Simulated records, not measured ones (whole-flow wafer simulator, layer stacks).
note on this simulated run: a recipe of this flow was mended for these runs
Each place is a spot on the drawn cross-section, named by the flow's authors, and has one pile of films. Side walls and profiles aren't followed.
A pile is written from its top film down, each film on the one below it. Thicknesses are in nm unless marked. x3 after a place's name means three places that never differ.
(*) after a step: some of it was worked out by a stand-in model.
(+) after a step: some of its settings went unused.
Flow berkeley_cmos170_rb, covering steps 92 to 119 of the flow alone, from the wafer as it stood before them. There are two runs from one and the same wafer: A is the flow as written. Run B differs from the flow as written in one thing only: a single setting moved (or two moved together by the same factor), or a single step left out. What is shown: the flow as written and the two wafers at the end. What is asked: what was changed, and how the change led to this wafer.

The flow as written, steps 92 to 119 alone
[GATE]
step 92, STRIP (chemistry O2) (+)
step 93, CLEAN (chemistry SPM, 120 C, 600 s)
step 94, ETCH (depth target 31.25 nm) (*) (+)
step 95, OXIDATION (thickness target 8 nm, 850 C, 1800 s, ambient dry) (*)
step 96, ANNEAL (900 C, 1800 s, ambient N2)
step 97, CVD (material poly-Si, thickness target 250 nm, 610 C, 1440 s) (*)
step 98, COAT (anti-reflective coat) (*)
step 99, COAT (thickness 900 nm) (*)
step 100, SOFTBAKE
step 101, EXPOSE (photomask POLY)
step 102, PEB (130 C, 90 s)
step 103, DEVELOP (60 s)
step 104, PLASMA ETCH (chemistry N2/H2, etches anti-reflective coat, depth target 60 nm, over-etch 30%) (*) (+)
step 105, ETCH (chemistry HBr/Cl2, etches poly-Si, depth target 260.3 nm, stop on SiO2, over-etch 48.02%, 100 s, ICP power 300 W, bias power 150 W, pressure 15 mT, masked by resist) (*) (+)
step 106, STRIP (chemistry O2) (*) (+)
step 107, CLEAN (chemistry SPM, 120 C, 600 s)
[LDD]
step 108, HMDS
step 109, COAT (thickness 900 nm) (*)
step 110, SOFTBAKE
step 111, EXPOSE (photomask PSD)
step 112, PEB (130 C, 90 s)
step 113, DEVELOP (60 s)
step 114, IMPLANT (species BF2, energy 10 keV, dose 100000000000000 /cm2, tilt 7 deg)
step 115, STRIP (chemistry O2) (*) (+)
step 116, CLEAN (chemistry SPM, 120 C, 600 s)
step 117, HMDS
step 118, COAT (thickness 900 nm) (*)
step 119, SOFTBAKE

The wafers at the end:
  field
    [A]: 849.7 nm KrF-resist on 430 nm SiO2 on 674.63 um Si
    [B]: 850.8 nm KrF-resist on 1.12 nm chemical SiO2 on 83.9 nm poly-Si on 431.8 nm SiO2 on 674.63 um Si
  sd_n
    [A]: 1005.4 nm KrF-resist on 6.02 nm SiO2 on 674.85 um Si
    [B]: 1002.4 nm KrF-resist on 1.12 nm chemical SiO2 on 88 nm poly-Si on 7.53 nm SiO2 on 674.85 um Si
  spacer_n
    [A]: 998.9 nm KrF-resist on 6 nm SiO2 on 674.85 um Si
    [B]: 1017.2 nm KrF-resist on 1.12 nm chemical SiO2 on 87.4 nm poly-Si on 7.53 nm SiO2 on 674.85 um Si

The reason: step 97, CVD: thickness target 475 nm was run, though the flow has thickness target 250 nm; step 97, CVD: 2736 s was run, where the flow has 1440 s.

How this came from the change, step by step:
  step 97, CVD (material poly-Si, thickness target 250 nm, 610 C, 1440 s) (*)
      field, sd_n, spacer_n and 6 more: A poly-Si gains 250 (new film) | B poly-Si gains 475 (new film)
  step 98, COAT (anti-reflective coat) (*)
      sd_n: A anti-reflective coat gains 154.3 (new film) | B anti-reflective coat gains 163.4 (new film)
      contact: A anti-reflective coat gains 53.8 (new film) | B anti-reflective coat gains 58.3 (new film)
  step 104, PLASMA ETCH (chemistry N2/H2, etches anti-reflective coat, depth target 60 nm, over-etch 30%) (*) (+)
      gate, gate_p: A KrF-resist loses 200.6 | B KrF-resist loses 212.4
      sd_n: A anti-reflective coat loses 154.3 (all of it), poly-Si loses 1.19 | B anti-reflective coat loses 163.4 (all of it), poly-Si loses 1.26
      (and at 1 other place as well)
  step 105, ETCH (chemistry HBr/Cl2, etches poly-Si, depth target 260.3 nm, stop on SiO2, over-etch 48.02%, 100 s, ICP power 300 W, bias power 150 W, pressure 15 mT, masked by resist) (*) (+)
      spacer_n, spacer_p: A poly-Si loses 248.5 (all of it), SiO2 loses 1.53 | B poly-Si loses 385.3
      field: A poly-Si loses 245 (all of it), SiO2 loses 1.8 | B poly-Si loses 385.3
      (and at 4 other places as well)
  step 106, STRIP (chemistry O2) (*) (+)
      field, sd_n, spacer_n, sd_p, spacer_p, contact, m1: A nothing | B chemical SiO2 gains 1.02 (new film), poly-Si loses 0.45
  step 109, COAT (thickness 900 nm) (*)
      gate: A KrF-resist gains 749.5 (new film) | B KrF-resist gains 633.6 (new film)
      gate_p: A KrF-resist gains 745.7 (new film) | B KrF-resist gains 629.3 (new film)
  step 113, DEVELOP (60 s)
      gate_p: A KrF-resist loses 744.1 (all of it) | B KrF-resist loses 628 (all of it)
  step 115, STRIP (chemistry O2) (*) (+)
      gate: A KrF-resist loses 733 (all of it), chemical SiO2 gains 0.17 | B KrF-resist loses 617.3 (all of it), chemical SiO2 gains 0.17
  step 118, COAT (thickness 900 nm) (*)
      gate: A KrF-resist gains 748.7 (new film) | B KrF-resist gains 633.6 (new film)
      gate_p: A KrF-resist gains 744.7 (new film) | B KrF-resist gains 629.2 (new film)
